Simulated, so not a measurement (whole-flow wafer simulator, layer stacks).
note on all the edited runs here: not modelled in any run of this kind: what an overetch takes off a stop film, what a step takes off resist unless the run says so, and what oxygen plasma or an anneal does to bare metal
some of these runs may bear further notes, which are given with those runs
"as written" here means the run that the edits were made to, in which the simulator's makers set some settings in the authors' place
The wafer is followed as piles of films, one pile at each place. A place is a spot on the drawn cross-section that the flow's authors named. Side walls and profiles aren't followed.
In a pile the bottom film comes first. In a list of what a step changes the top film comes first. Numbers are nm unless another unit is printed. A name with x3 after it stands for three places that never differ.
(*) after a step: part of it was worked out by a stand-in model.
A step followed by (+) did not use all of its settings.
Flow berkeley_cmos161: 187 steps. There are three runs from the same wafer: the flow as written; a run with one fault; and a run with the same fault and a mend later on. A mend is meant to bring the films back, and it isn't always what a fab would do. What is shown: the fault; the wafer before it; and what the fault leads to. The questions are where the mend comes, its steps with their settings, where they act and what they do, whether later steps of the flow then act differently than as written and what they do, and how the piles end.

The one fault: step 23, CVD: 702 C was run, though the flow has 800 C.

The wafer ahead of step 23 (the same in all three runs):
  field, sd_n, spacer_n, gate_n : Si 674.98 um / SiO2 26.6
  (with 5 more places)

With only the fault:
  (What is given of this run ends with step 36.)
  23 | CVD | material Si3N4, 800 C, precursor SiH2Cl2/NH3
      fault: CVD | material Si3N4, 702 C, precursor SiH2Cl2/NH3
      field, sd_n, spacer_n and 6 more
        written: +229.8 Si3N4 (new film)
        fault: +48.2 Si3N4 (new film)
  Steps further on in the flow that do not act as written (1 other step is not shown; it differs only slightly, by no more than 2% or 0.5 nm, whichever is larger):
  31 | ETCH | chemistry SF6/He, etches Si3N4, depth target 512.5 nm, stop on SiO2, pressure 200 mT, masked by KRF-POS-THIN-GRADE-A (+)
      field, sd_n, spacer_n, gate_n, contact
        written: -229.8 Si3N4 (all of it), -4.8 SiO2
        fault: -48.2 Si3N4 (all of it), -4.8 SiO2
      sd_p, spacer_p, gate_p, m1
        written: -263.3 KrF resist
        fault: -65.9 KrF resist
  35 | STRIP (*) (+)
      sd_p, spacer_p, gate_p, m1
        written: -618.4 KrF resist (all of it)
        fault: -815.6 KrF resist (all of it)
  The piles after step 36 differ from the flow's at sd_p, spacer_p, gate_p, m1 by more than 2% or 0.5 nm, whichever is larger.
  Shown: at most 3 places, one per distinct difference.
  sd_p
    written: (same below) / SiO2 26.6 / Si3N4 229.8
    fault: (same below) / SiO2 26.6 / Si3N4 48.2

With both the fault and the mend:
  After step 30 comes the mend.
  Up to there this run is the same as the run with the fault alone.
  30a | STRIP (*) (+)
      sd_p, spacer_p, gate_p, m1
        -882 KrF resist (all of it)
  30b | CLEAN | chemistry SPM (the flow's step 16, run once more)
      does not change any film at any place that is followed
  30c | CVD | material Si3N4, 800 C, precursor SiH2Cl2/NH3 (the flow's step 23, run once more with other settings, which are not printed)
      field, sd_n, spacer_n and 6 more
        +181.6 Si3N4
  30d | HMDS (the flow's step 24, run once more)
      does not change any film at any place that is followed
  30e | COAT | KrF resist, thickness 900 nm (the flow's step 25, run once more)
      field, sd_n, spacer_n and 6 more
        +900 KrF resist (new film)
  30f | SOFTBAKE | KrF resist (the flow's step 26, run once more)
      does not change any film at any place that is followed
  30g | EXPOSE | photomask PWELL, dose 20 mJ/cm2, NA 0.5, wavelength 248 nm (*) (the flow's step 27, run once more)
      does not change any film at any place that is followed
  30h | PEB | KrF resist, 130 C (the flow's step 28, run once more)
      field, sd_n, spacer_n and 6 more
        -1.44 KrF resist
  30i | DEVELOP | KrF resist, thickness 900 nm, developer developer-D-0.26N (the flow's step 29, run once more)
      field, sd_n, spacer_n, gate_n, contact
        -898.6 KrF resist (all of it)
      sd_p, spacer_p, gate_p, m1
        -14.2 KrF resist
  30j | HARDBAKE | 120 C, 5400 s (the flow's step 30, run once more)
      sd_p, spacer_p, gate_p, m1
        -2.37 KrF resist
  Every later step of the flow that is run acts as written at every place that is followed.
  At every place that both follow, the piles at the end match the flow's.
